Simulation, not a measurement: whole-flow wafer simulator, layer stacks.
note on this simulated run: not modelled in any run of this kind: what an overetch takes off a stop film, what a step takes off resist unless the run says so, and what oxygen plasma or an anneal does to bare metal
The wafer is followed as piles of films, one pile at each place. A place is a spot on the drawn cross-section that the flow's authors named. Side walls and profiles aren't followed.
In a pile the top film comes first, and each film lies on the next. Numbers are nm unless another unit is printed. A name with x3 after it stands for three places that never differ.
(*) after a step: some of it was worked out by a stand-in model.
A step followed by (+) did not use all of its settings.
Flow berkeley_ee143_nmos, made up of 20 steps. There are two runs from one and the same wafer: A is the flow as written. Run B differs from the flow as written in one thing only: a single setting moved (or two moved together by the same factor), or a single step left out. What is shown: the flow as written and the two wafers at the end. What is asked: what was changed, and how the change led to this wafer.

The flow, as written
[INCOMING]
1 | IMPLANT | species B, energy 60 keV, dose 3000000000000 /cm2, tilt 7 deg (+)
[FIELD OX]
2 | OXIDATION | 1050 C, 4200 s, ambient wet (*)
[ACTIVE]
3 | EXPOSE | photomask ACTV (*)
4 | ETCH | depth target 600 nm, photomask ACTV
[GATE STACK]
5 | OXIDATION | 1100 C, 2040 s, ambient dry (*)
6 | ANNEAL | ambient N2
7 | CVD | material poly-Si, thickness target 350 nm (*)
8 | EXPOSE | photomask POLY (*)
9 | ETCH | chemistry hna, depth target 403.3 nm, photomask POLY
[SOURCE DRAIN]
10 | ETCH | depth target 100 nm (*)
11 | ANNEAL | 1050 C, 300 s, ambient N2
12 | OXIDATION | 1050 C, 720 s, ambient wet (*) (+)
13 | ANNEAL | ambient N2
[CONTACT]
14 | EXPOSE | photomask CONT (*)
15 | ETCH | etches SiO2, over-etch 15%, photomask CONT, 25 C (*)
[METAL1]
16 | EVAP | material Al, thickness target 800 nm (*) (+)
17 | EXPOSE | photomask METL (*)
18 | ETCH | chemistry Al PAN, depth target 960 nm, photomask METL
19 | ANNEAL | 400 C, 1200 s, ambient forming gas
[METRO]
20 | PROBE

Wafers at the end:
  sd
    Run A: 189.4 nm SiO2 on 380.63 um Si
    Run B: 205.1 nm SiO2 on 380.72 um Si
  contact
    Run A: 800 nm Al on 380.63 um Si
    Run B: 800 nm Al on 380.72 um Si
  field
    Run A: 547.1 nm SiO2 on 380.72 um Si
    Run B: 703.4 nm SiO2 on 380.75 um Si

The reason: step 9, ETCH: depth target 294.8 nm was run, though the flow has depth target 403.3 nm.

The path from the change to this, step by step:
  9 | ETCH | chemistry hna, depth target 403.3 nm, photomask POLY
      sd, contact, field: A -350 poly-Si (all of it) | B -294.8 poly-Si
  10 | ETCH | depth target 100 nm (*)
      sd, contact: A -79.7 SiO2 (all of it) | B nothing
      field: A -100 SiO2 | B nothing
  12 | OXIDATION | 1050 C, 720 s, ambient wet (*) (+)
      sd, contact: A +189.4 SiO2 (new film), -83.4 Si | B -55.2 poly-Si (all of it), +125.5 SiO2
      field: A +69.1 SiO2, -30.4 Si | B -55.2 poly-Si (all of it), +125.5 SiO2
  15 | ETCH | etches SiO2, over-etch 15%, photomask CONT, 25 C (*)
      contact: A -189.4 SiO2 (all of it) | B -205.1 SiO2 (all of it)
